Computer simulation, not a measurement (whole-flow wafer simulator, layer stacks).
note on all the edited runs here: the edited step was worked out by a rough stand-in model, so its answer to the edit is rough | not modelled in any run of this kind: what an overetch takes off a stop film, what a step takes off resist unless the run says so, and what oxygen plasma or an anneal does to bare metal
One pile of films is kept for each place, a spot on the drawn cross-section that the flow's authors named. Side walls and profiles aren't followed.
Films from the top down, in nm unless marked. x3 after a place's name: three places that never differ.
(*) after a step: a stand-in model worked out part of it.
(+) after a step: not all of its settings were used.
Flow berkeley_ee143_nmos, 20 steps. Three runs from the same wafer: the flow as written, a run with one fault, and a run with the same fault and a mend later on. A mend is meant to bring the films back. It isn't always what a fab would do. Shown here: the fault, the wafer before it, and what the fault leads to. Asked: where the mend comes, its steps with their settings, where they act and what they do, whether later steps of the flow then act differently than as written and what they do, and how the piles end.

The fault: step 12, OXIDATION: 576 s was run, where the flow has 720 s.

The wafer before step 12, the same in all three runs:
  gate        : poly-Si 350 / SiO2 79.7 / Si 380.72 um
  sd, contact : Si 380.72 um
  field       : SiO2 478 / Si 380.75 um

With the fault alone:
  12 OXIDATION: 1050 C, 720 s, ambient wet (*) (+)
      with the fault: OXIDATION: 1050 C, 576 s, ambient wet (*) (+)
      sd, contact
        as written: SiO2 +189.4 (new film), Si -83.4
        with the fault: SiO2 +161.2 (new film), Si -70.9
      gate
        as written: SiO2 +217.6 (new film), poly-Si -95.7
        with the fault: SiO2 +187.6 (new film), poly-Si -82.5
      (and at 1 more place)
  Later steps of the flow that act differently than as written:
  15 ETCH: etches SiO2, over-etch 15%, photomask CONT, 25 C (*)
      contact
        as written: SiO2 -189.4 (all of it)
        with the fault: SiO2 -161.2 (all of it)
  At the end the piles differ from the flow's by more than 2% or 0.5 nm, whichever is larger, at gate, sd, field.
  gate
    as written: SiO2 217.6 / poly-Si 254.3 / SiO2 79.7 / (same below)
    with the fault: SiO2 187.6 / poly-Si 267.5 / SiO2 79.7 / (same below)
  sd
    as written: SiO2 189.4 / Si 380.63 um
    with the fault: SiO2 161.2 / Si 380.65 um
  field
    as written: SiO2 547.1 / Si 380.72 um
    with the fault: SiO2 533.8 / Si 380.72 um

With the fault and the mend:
  The mend comes after step 12.
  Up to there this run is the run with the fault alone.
  12a OXIDATION: 1050 C, 144 s, ambient wet (*) (+) (the flow's step 12 once more, with other settings)
      sd, contact
        SiO2 +28.3, Si -12.4
      gate
        SiO2 +30, poly-Si -13.2
      field
        SiO2 +13.3, Si -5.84
  No later step of the flow acts differently than as written at any place that is followed.
  At the end the piles are the same as the flow's at every place that both follow.
